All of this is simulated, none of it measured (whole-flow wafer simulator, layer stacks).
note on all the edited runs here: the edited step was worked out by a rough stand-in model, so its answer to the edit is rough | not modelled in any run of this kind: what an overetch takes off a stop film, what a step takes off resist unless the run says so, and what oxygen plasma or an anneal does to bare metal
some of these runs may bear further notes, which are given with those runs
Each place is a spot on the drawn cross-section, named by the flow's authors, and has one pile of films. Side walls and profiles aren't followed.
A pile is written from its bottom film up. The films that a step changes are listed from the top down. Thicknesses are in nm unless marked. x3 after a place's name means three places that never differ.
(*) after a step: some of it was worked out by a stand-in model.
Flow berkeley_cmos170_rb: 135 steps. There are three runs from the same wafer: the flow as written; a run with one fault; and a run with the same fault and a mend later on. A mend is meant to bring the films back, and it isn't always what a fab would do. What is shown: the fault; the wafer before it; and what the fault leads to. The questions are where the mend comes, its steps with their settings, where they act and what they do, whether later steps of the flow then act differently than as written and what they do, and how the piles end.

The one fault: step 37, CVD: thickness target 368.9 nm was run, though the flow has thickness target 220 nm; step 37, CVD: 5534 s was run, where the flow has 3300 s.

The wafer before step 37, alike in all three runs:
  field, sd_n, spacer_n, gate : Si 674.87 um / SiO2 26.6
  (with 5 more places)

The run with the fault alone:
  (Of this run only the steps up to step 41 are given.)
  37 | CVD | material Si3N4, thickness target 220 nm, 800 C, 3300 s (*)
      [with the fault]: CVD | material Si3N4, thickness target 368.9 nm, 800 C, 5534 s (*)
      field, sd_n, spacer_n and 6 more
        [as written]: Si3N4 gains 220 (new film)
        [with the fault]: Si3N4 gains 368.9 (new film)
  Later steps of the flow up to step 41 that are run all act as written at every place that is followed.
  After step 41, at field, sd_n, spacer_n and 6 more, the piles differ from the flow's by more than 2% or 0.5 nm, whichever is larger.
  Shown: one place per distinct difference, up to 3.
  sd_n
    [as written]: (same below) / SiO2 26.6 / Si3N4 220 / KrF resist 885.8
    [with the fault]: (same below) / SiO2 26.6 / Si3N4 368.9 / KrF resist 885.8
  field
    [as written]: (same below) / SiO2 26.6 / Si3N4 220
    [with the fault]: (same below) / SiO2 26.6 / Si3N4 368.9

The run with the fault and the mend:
  After step 37 comes the mend.
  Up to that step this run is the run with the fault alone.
  37a | ETCH | chemistry h3po4, depth target 148.9 nm (a further turn of the flow's step 30, with different settings)
      field, sd_n, spacer_n and 6 more
        Si3N4 loses 148.9
  Later steps of the flow that are run all act as written at every place that is followed.
  The piles end the same as the flow's at every place that both follow.
